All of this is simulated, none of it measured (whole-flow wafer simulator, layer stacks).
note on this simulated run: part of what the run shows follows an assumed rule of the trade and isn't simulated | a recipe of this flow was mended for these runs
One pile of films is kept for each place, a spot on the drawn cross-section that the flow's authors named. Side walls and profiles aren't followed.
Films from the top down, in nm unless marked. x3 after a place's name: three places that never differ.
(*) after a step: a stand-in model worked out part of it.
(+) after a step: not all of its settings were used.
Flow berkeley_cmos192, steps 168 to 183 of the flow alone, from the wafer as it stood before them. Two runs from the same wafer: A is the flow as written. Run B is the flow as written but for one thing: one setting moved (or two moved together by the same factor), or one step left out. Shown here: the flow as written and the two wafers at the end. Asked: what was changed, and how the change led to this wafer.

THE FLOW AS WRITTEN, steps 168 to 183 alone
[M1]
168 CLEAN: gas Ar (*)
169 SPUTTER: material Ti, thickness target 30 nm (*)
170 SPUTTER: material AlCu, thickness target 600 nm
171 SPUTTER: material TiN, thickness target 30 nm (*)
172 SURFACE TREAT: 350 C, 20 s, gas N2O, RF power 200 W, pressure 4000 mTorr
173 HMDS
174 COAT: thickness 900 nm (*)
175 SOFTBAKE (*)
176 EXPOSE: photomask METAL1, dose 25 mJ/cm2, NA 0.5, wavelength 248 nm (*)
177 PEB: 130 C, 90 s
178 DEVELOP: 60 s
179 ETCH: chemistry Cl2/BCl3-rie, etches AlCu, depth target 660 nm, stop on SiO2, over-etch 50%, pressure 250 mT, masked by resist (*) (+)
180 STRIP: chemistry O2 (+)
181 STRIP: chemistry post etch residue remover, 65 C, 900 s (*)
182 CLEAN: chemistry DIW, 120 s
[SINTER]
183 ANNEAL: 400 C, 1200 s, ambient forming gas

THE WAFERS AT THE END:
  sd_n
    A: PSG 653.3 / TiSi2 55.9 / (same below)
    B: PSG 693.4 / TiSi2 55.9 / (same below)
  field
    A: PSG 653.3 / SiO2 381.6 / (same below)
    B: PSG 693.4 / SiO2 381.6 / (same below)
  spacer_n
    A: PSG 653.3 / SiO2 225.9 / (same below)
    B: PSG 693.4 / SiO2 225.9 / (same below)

The cause: step 179, ETCH: depth target 446 nm was run, where the flow has depth target 660 nm.

How the change led to this, step by step:
  179 ETCH: chemistry Cl2/BCl3-rie, etches AlCu, depth target 660 nm, stop on SiO2, over-etch 50%, pressure 250 mT, masked by resist (*) (+)
      field, sd_n, spacer_n, gate, spacer_p, gate_p: A TiN -30 (all of it), AlCu -600 (all of it), Ti -30 (all of it), PSG -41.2 | B TiN -30 (all of it), AlCu -600 (all of it), Ti -30 (all of it), PSG -1.12
      contact, m1: A KrF-resist -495 | B KrF-resist -339.1
      (and at 1 more place)
  180 STRIP: chemistry O2 (+)
      contact: A KrF-resist -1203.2 (all of it) | B KrF-resist -1359.2 (all of it)
      m1: A KrF-resist -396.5 (all of it) | B KrF-resist -552.4 (all of it)
